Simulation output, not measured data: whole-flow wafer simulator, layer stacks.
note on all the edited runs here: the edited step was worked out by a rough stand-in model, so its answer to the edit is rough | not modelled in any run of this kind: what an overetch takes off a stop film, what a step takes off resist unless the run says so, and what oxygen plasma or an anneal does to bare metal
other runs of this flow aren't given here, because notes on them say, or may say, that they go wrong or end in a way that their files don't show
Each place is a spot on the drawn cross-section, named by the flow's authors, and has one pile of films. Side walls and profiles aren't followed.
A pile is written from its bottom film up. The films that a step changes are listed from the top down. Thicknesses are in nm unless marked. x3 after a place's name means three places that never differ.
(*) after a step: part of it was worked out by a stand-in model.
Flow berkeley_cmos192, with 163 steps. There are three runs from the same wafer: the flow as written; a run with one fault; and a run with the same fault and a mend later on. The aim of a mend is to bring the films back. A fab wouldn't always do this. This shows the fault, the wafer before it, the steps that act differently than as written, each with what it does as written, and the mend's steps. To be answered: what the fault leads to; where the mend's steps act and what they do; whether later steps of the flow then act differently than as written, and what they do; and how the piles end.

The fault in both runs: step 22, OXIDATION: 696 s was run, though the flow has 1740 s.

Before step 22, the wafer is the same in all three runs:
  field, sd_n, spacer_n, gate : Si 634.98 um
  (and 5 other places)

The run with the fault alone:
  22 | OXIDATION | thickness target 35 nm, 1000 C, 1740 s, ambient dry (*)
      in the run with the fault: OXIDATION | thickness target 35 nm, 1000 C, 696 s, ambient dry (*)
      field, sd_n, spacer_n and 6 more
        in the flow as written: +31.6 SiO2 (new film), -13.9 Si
        in the run with the fault: +19.4 SiO2 (new film), -8.52 Si
  Later steps of the flow acting differently than as written:
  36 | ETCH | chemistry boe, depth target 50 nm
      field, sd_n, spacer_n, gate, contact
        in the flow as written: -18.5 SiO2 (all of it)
        in the run with the fault: -6.28 SiO2 (all of it)
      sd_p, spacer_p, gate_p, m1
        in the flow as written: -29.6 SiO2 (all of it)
        in the run with the fault: -17.3 SiO2 (all of it)
  When the end is reached, the piles differ only a little from the flow's at the places that both follow, at most by 2% or 0.5 nm, whichever is larger.

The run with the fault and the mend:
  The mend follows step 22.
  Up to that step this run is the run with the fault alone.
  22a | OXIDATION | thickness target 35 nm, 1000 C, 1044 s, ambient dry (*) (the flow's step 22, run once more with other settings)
      field, sd_n, spacer_n and 6 more
        +12.3 SiO2, -5.4 Si
  Later steps of the flow that are run all act as written at every place that is followed.
  At every place that both follow, the piles at the end match the flow's.
